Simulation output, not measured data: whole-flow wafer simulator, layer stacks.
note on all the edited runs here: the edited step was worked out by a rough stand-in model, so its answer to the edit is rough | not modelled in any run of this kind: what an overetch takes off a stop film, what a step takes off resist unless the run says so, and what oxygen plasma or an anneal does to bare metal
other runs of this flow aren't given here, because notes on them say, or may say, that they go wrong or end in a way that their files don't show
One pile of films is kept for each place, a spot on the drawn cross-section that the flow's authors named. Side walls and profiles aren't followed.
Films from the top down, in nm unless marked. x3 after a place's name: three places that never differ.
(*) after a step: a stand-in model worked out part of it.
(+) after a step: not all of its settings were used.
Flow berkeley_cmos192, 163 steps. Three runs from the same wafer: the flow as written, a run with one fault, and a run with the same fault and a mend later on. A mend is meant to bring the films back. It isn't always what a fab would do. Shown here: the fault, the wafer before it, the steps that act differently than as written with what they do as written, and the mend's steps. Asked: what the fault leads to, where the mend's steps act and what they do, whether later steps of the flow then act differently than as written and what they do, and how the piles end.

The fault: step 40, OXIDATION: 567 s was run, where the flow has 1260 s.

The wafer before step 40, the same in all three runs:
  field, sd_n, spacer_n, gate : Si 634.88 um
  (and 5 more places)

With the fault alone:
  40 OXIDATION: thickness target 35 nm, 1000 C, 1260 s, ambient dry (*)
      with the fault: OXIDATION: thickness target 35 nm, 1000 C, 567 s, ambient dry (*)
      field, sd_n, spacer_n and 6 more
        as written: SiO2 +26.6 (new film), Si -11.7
        with the fault: SiO2 +17.3 (new film), Si -7.63
  Later steps of the flow that act differently than as written (43 more steps differ only slightly, by at most 2% or 0.5 nm, whichever is larger, and aren't shown):
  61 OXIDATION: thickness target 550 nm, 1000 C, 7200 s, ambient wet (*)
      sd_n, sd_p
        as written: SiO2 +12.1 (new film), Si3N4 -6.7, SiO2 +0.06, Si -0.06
        with the fault: SiO2 +12.1 (new film), Si3N4 -6.7
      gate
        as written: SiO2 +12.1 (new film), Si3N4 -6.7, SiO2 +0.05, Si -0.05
        with the fault: SiO2 +12.1 (new film), Si3N4 -6.7
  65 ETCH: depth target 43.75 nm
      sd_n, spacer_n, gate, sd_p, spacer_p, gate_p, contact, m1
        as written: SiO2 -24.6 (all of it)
        with the fault: SiO2 -15.4 (all of it)
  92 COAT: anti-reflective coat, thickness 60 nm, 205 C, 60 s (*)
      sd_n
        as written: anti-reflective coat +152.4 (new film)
        with the fault: anti-reflective coat +147.9 (new film)
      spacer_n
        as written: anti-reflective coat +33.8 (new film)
        with the fault: anti-reflective coat +35.1 (new film)
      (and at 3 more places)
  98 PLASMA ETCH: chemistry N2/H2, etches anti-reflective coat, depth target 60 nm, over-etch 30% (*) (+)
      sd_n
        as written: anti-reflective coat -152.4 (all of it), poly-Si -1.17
        with the fault: anti-reflective coat -147.9 (all of it), poly-Si -1.14
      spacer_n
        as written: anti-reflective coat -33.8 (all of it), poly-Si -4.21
        with the fault: anti-reflective coat -35.1 (all of it), poly-Si -4.03
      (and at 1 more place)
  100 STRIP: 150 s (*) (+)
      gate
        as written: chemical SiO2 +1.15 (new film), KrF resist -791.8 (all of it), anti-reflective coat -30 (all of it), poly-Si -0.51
        with the fault: chemical SiO2 +1.15 (new film), KrF resist -786.8 (all of it), anti-reflective coat -31.5 (all of it), poly-Si -0.51
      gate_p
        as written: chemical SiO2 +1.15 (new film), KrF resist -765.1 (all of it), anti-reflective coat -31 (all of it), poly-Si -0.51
        with the fault: chemical SiO2 +1.15 (new film), KrF resist -761.8 (all of it), anti-reflective coat -32.3 (all of it), poly-Si -0.51
  At the end the piles differ from the flow's only slightly at the places that both follow, by at most 2% or 0.5 nm, whichever is larger.

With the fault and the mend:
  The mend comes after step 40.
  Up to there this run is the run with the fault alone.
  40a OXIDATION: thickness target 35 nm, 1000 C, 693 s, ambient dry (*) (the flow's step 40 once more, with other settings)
      field, sd_n, spacer_n and 6 more
        SiO2 +9.21, Si -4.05
  No later step of the flow acts differently than as written at any place that is followed.
  At the end the piles are the same as the flow's at every place that both follow.
